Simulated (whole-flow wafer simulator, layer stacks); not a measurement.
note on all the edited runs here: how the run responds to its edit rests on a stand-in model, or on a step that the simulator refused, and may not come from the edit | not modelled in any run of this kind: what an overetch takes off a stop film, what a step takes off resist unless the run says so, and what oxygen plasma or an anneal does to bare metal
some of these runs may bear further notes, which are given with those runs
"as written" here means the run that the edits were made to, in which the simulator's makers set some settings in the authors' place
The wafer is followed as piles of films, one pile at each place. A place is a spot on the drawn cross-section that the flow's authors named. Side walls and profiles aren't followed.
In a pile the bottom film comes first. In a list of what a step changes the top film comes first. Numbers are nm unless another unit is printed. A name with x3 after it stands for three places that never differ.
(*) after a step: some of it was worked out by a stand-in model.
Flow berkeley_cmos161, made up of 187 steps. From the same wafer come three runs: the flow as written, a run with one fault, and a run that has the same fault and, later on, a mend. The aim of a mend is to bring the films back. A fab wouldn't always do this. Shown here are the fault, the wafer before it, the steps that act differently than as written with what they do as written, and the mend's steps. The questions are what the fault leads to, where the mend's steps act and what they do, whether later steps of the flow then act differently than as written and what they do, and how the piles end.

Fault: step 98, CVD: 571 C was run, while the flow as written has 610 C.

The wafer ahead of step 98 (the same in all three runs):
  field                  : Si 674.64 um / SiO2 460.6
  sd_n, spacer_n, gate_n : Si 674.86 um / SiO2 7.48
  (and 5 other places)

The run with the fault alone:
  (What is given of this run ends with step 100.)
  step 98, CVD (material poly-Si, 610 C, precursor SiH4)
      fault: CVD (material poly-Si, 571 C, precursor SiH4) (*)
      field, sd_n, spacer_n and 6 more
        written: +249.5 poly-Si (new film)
        fault: +106 poly-Si (new film)
  None of the later steps of the flow up to step 100 acts differently than as written at any place that is followed.
  Once step 100 is done, the piles at field, sd_n, spacer_n and 6 more depart from the flow's by more than 2% or 0.5 nm, whichever is larger.
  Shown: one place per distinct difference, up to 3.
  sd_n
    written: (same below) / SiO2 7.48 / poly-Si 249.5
    fault: (same below) / SiO2 7.48 / poly-Si 106
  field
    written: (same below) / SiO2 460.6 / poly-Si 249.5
    fault: (same below) / SiO2 460.6 / poly-Si 106

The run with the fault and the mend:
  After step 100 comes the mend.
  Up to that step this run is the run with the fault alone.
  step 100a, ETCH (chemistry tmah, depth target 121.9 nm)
      field, sd_n, spacer_n and 6 more
        -106 poly-Si (all of it)
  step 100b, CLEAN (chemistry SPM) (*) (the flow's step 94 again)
      alters no film at any place that is followed
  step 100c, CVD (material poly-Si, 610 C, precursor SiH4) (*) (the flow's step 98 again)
      field, sd_n, spacer_n and 6 more
        +249.5 poly-Si (new film)
  None of the later steps of the flow differs from how it acts as written, at any place that is followed, by more than 2% or 0.5 nm, whichever is larger.
  At every place that both follow, the piles at the end match the flow's.
